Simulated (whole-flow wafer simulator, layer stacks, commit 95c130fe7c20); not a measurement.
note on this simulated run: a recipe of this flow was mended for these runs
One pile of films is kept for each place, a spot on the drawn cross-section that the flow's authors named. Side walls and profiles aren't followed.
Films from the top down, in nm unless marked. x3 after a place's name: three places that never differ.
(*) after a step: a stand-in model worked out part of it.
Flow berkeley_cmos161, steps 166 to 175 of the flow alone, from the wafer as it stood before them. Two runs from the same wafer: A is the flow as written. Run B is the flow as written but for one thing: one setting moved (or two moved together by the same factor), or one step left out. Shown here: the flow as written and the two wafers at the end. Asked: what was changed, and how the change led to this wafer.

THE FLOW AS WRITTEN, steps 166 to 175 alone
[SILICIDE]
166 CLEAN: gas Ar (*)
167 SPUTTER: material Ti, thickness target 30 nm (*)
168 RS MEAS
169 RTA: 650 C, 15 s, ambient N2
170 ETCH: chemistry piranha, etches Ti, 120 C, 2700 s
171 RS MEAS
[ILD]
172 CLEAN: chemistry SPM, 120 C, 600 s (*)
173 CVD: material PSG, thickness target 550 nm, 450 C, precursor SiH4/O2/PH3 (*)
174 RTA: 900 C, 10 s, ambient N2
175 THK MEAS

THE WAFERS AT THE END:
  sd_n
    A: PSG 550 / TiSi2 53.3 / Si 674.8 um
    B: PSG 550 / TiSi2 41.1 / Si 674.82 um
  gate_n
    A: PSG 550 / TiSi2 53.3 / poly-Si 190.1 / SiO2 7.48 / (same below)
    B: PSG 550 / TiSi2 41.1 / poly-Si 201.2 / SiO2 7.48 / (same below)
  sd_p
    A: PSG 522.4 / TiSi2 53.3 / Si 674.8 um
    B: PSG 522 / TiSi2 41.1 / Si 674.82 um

The cause: step 167, SPUTTER: thickness target 23 nm was run, where the flow has thickness target 30 nm.

How the change led to this, step by step:
  167 SPUTTER: material Ti, thickness target 30 nm (*)
      field, sd_n, spacer_n, gate_n, sd_p, spacer_p, gate_p, contact x2: A Ti +30 (new film) | B Ti +23 (new film)
  169 RTA: 650 C, 15 s, ambient N2
      sd_n, sd_p, contact x2: A Ti -23.4, TiSi first +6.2 (new film), TiSi2 C49 +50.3 (new film), Si -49 | B Ti -17.9, TiSi2 C49 +45.6 (new film), Si -40.7
      gate_n, gate_p: A Ti -23.4, TiSi first +6.2 (new film), TiSi2 C49 +50.3 (new film), poly-Si -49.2 | B Ti -17.9, TiSi2 C49 +45.6 (new film), poly-Si -40.9
  170 ETCH: chemistry piranha, etches Ti, 120 C, 2700 s
      sd_n, gate_n, sd_p, gate_p, contact x2: A Ti -6.6 (all of it), TiSi first -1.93 | B Ti -5.06 (all of it), TiSi2 C49 -1.93
      field, spacer_n, spacer_p: A Ti -30 (all of it) | B Ti -23 (all of it)
  174 RTA: 900 C, 10 s, ambient N2
      sd_n, sd_p, contact x2: A under 1 film: TiSi2 +53.3 (new film), TiSi first -4.27 (all of it), TiSi2 C49 -50.3 (all of it), Si -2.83 | B under 1 film: TiSi2 +41.1 (new film), TiSi2 C49 -43.7 (all of it)
      gate_n, gate_p: A under 1 film: TiSi2 +53.3 (new film), TiSi first -4.27 (all of it), TiSi2 C49 -50.3 (all of it), poly-Si -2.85 | B under 1 film: TiSi2 +41.1 (new film), TiSi2 C49 -43.7 (all of it)
